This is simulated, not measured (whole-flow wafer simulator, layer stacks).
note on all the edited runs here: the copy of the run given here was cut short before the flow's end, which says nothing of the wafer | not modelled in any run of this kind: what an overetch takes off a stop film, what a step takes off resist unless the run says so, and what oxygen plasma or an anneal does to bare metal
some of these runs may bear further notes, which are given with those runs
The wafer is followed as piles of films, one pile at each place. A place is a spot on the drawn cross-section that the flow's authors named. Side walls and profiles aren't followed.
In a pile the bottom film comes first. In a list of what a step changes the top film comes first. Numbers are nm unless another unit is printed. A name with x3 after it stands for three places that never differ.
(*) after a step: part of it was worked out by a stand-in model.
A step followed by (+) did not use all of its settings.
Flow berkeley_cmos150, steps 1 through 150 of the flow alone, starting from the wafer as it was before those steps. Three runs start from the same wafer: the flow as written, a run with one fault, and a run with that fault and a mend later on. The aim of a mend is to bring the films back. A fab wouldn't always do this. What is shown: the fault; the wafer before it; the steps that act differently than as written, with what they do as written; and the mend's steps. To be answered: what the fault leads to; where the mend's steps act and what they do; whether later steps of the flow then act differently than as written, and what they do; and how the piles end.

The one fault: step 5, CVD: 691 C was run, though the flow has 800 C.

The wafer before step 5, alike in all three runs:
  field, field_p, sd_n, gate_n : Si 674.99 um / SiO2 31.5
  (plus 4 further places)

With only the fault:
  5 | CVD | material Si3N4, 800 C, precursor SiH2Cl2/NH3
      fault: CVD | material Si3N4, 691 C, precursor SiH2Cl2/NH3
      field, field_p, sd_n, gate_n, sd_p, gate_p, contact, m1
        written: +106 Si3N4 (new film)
        fault: +17.6 Si3N4 (new film)
  Later steps of the flow acting differently than as written (not shown: 34 more steps that differ only slightly, by at most 2% or 0.5 nm, whichever is larger):
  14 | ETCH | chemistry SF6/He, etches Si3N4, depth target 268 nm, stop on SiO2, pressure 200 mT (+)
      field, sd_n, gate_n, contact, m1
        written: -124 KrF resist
        fault: -27.8 KrF resist
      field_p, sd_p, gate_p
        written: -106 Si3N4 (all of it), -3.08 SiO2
        fault: -17.6 Si3N4 (all of it), -3.08 SiO2
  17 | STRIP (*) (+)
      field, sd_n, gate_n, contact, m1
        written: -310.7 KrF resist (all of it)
        fault: -406.9 KrF resist (all of it)
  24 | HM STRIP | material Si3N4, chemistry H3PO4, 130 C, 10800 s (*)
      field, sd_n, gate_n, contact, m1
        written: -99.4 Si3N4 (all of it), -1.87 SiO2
        fault: -10.9 Si3N4 (all of it), -2.62 SiO2
  At the end the piles are close to the flow's at the places that both follow, differing by at most 2% or 0.5 nm, whichever is larger.

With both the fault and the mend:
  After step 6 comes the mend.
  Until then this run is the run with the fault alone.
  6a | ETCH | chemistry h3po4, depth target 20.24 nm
      field, field_p, sd_n, gate_n, sd_p, gate_p, contact, m1
        -17.6 Si3N4 (all of it)
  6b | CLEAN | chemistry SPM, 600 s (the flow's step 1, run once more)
      alters no film at any place that is followed
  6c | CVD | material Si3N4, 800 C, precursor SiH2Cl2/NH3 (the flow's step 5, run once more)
      field, field_p, sd_n, gate_n, sd_p, gate_p, contact, m1
        +106 Si3N4 (new film)
  Later steps of the flow that are run all act as written at every place that is followed.
  By the end, the piles equal the flow's at every place that both follow.
